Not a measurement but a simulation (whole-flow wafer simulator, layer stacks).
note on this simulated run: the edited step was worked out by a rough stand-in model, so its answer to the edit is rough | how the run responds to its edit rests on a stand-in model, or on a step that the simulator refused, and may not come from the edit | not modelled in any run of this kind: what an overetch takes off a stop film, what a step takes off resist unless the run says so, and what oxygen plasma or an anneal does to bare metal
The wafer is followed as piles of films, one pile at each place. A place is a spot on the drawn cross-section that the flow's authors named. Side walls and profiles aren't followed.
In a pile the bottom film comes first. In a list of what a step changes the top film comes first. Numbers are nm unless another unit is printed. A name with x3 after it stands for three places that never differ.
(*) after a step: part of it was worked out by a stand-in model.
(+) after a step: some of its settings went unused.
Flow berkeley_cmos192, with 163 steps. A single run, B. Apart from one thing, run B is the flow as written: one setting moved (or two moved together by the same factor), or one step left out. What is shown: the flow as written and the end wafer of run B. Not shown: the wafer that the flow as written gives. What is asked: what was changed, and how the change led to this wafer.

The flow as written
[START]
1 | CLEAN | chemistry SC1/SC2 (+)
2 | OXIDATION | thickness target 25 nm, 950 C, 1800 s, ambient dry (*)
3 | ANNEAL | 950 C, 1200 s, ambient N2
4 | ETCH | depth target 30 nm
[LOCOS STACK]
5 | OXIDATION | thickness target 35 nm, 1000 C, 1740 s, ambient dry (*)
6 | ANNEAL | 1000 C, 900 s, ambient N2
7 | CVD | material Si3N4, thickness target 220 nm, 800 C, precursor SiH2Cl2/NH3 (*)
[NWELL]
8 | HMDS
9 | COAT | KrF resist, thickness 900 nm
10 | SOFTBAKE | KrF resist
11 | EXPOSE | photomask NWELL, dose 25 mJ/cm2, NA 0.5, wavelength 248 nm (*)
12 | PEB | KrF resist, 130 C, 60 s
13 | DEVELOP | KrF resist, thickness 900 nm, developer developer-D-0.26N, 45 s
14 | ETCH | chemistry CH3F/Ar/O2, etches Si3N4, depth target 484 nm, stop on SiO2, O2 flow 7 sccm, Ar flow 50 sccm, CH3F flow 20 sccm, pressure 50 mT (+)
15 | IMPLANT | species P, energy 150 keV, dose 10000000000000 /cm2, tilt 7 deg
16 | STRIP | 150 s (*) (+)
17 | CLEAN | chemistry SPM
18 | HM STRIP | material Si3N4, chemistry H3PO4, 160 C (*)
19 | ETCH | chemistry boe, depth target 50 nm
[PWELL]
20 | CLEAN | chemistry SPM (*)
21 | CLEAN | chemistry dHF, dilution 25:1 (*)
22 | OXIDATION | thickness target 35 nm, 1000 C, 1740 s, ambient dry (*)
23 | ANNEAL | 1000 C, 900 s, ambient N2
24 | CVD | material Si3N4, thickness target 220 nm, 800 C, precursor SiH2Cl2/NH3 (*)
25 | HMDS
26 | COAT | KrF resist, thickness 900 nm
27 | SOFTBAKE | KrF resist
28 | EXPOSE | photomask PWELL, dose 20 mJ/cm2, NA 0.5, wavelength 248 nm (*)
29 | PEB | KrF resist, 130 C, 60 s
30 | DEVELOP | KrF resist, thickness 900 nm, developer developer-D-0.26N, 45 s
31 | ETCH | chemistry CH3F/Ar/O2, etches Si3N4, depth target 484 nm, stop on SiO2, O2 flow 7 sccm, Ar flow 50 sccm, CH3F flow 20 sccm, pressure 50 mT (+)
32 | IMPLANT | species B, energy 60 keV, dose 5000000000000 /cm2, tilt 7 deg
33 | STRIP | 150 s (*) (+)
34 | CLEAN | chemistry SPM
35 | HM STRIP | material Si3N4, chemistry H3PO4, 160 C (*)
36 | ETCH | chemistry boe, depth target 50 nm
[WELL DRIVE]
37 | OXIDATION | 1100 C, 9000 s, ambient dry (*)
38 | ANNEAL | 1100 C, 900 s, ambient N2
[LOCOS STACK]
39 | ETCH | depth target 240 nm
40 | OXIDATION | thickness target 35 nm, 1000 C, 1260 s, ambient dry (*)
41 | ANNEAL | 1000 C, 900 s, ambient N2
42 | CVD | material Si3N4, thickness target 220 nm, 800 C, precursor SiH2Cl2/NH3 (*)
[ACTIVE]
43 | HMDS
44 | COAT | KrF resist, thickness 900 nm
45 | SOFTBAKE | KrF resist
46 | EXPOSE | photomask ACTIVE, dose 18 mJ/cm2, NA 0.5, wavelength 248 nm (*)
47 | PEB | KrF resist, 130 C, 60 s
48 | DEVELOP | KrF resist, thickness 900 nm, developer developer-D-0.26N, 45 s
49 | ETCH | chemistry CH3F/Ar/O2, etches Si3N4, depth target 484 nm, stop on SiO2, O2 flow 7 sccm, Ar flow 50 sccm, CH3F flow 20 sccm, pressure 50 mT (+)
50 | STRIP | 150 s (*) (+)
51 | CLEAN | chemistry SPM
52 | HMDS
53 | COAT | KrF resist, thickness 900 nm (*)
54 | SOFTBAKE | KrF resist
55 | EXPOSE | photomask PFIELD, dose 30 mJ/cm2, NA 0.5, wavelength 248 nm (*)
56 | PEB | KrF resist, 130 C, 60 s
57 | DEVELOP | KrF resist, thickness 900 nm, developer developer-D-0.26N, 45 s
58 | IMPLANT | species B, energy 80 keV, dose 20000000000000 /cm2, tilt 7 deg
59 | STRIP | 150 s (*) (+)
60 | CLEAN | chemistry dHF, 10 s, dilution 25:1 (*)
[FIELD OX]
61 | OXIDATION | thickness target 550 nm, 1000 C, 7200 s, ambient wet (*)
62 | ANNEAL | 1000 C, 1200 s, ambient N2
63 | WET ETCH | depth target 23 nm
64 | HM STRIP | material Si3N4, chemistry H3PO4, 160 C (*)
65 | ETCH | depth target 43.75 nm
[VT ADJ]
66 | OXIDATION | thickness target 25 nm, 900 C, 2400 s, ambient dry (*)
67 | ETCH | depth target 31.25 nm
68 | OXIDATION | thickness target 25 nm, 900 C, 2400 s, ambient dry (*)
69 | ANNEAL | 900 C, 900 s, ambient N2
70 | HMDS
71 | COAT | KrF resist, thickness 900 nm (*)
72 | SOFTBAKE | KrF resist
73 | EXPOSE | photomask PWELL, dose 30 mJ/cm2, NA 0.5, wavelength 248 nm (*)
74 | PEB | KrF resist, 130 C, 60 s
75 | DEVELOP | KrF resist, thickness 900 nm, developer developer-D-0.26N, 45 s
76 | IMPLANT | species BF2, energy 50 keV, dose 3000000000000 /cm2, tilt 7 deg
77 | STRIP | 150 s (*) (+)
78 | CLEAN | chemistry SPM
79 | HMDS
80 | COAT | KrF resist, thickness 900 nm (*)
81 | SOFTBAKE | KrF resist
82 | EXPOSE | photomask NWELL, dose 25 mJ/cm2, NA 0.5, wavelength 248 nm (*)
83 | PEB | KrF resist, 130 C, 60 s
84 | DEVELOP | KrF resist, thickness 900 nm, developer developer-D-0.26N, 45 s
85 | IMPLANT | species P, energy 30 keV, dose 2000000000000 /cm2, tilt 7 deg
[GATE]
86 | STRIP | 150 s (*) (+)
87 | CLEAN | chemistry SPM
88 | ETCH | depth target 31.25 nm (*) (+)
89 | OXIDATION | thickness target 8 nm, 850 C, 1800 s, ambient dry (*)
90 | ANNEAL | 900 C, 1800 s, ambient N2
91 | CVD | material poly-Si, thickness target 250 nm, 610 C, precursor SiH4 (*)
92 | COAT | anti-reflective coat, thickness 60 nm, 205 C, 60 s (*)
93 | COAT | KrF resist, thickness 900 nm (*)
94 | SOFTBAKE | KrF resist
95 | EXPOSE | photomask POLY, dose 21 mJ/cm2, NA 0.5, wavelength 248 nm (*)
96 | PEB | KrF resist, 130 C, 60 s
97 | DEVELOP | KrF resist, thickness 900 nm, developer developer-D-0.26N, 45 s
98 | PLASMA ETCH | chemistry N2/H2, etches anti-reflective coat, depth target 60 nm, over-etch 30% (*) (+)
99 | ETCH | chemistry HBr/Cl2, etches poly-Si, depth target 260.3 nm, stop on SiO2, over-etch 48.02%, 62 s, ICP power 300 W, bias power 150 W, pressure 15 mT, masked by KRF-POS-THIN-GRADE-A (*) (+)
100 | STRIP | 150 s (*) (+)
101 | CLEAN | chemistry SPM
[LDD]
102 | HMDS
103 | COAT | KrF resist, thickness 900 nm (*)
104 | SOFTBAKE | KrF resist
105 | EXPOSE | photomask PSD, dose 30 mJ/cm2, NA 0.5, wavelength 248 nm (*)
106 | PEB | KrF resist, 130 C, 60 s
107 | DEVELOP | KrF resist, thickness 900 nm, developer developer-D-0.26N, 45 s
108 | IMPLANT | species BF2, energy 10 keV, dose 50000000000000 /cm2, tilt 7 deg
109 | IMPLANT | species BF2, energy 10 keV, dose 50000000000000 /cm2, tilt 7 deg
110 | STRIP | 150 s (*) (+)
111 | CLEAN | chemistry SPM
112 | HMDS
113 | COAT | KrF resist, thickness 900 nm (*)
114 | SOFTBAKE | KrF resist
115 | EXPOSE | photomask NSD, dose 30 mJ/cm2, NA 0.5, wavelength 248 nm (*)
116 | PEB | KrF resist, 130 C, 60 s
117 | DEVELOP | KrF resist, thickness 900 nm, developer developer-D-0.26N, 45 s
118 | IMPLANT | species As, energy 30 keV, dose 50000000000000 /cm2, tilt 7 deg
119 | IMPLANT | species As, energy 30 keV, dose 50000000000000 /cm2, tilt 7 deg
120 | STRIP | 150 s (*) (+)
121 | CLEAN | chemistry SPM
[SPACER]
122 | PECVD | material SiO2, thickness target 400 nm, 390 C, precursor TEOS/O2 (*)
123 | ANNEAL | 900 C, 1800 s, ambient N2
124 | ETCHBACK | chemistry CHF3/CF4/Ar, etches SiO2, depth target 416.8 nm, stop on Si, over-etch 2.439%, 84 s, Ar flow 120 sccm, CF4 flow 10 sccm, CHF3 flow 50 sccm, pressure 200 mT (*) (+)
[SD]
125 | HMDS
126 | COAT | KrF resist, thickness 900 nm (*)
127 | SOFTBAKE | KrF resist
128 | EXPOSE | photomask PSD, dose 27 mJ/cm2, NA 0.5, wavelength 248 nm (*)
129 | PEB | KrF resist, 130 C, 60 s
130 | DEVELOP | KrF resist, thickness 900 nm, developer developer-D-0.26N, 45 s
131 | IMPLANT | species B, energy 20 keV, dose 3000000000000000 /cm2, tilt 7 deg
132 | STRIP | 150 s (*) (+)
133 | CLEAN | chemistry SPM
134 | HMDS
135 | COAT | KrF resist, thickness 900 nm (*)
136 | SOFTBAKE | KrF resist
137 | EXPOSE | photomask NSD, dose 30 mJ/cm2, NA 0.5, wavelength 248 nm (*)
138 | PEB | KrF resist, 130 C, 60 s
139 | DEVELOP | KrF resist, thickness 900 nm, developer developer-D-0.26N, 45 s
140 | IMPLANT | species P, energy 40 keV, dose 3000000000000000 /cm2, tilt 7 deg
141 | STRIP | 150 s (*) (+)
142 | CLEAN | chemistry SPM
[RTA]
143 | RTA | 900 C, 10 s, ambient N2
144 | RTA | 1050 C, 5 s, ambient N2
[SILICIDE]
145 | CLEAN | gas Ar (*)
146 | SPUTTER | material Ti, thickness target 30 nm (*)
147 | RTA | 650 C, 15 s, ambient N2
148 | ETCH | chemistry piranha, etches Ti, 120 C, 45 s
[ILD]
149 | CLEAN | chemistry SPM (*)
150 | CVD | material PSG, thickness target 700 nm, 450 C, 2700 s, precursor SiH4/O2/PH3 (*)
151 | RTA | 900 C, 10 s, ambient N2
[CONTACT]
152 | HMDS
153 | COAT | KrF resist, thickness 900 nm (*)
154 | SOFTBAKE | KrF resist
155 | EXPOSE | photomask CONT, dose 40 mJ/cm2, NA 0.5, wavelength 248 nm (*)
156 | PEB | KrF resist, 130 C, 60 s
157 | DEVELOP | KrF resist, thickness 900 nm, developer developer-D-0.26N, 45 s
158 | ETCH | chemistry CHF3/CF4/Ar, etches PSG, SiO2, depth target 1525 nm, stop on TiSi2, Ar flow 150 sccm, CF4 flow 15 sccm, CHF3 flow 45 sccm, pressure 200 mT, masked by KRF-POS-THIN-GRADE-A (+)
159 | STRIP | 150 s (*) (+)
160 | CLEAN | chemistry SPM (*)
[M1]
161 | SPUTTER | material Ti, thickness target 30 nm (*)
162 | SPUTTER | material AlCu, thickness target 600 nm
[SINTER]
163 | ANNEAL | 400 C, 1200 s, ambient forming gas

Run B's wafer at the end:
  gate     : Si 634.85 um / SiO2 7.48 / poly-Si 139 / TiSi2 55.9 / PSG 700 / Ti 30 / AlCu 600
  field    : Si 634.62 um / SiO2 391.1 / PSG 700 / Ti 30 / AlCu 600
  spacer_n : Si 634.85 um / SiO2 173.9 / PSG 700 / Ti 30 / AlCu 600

What caused this: step 91, CVD: thickness target 198 nm was run, whereas the flow has thickness target 250 nm.

How this came from the change, step by step:
  91 | CVD | material poly-Si, thickness target 250 nm, 610 C, precursor SiH4 (*)
      field, sd_n, spacer_n and 6 more: +198 poly-Si (new film) (it would be, as written: +250 poly-Si (new film))
  99 | ETCH | chemistry HBr/Cl2, etches poly-Si, depth target 260.3 nm, stop on SiO2, over-etch 48.02%, 62 s, ICP power 300 W, bias power 150 W, pressure 15 mT, masked by KRF-POS-THIN-GRADE-A (*) (+)
      spacer_n, spacer_p: -193.8 poly-Si (all of it), -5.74 SiO2 (it would be, as written: -245.8 poly-Si (all of it), -1.74 SiO2)
      field: -193.9 poly-Si (all of it), -5.73 SiO2 (it would be, as written: -245.8 poly-Si (all of it), -1.74 SiO2)
      (and at 4 other places as well)
  103 | COAT | KrF resist, thickness 900 nm (*)
      gate: +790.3 KrF resist (new film) (it would be, as written: +748 KrF resist (new film))
      gate_p: +786.3 KrF resist (new film) (it would be, as written: +744.1 KrF resist (new film))
  107 | DEVELOP | KrF resist, thickness 900 nm, developer developer-D-0.26N, 45 s
      gate_p: -785.1 KrF resist (all of it) (it would be, as written: -742.9 KrF resist (all of it))
  110 | STRIP | 150 s (*) (+)
      gate: -774.8 KrF resist (all of it), +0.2 chemical SiO2, -0.09 poly-Si (it would be, as written: -732.7 KrF resist (all of it), +0.2 chemical SiO2, -0.09 poly-Si)
  113 | COAT | KrF resist, thickness 900 nm (*)
      gate: +789.6 KrF resist (new film) (it would be, as written: +747.9 KrF resist (new film))
      gate_p: +785.6 KrF resist (new film) (it would be, as written: +743.9 KrF resist (new film))
  117 | DEVELOP | KrF resist, thickness 900 nm, developer developer-D-0.26N, 45 s
      gate: -788.3 KrF resist (all of it) (it would be, as written: -746.8 KrF resist (all of it))
  120 | STRIP | 150 s (*) (+)
      gate_p: -770.1 KrF resist (all of it), +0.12 chemical SiO2, -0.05 poly-Si (it would be, as written: -728.6 KrF resist (all of it), +0.12 chemical SiO2, -0.05 poly-Si)
  124 | ETCHBACK | chemistry CHF3/CF4/Ar, etches SiO2, depth target 416.8 nm, stop on Si, over-etch 2.439%, 84 s, Ar flow 120 sccm, CF4 flow 10 sccm, CHF3 flow 50 sccm, pressure 200 mT (*) (+)
      spacer_n: -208 SiO2 (it would be, as written: -160 SiO2)
      spacer_p: -207.9 SiO2 (it would be, as written: -159.9 SiO2)
  126 | COAT | KrF resist, thickness 900 nm (*)
      spacer_n: +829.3 KrF resist (new film) (it would be, as written: +791.6 KrF resist (new film))
      gate: +808.3 KrF resist (new film) (it would be, as written: +771.5 KrF resist (new film))
      (and at 2 other places as well)
  130 | DEVELOP | KrF resist, thickness 900 nm, developer developer-D-0.26N, 45 s
      spacer_p: -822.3 KrF resist (all of it) (it would be, as written: -784.6 KrF resist (all of it))
      gate_p: -801.2 KrF resist (all of it) (it would be, as written: -764.3 KrF resist (all of it))
  132 | STRIP | 150 s (*) (+)
      spacer_n: -813.7 KrF resist (all of it) (it would be, as written: -776.1 KrF resist (all of it))
      gate: +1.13 chemical SiO2 (new film), -792.9 KrF resist (all of it), -0.5 poly-Si (it would be, as written: +1.13 chemical SiO2 (new film), -756.1 KrF resist (all of it), -0.5 poly-Si)
  135 | COAT | KrF resist, thickness 900 nm (*)
      spacer_n: +828.9 KrF resist (new film) (it would be, as written: +791.1 KrF resist (new film))
      gate: +807.3 KrF resist (new film) (it would be, as written: +770.3 KrF resist (new film))
      (and at 2 other places as well)
  139 | DEVELOP | KrF resist, thickness 900 nm, developer developer-D-0.26N, 45 s
      spacer_n: -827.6 KrF resist (all of it) (it would be, as written: -789.9 KrF resist (all of it))
      gate: -806 KrF resist (all of it) (it would be, as written: -769.1 KrF resist (all of it))
  141 | STRIP | 150 s (*) (+)
      spacer_p: -807.9 KrF resist (all of it) (it would be, as written: -770.2 KrF resist (all of it))
      gate_p: -786 KrF resist (all of it), +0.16 chemical SiO2 (it would be, as written: -749.1 KrF resist (all of it), +0.16 chemical SiO2)
  153 | COAT | KrF resist, thickness 900 nm (*)
      spacer_n: +857.6 KrF resist (new film) (it would be, as written: +829.8 KrF resist (new film))
      gate: +834.5 KrF resist (new film) (it would be, as written: +809.7 KrF resist (new film))
      (and at 2 other places as well)
  159 | STRIP | 150 s (*) (+)
      spacer_n: -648 KrF resist (all of it) (it would be, as written: -620.3 KrF resist (all of it))
      gate: -625 KrF resist (all of it) (it would be, as written: -600.1 KrF resist (all of it))
      (and at 2 other places as well)
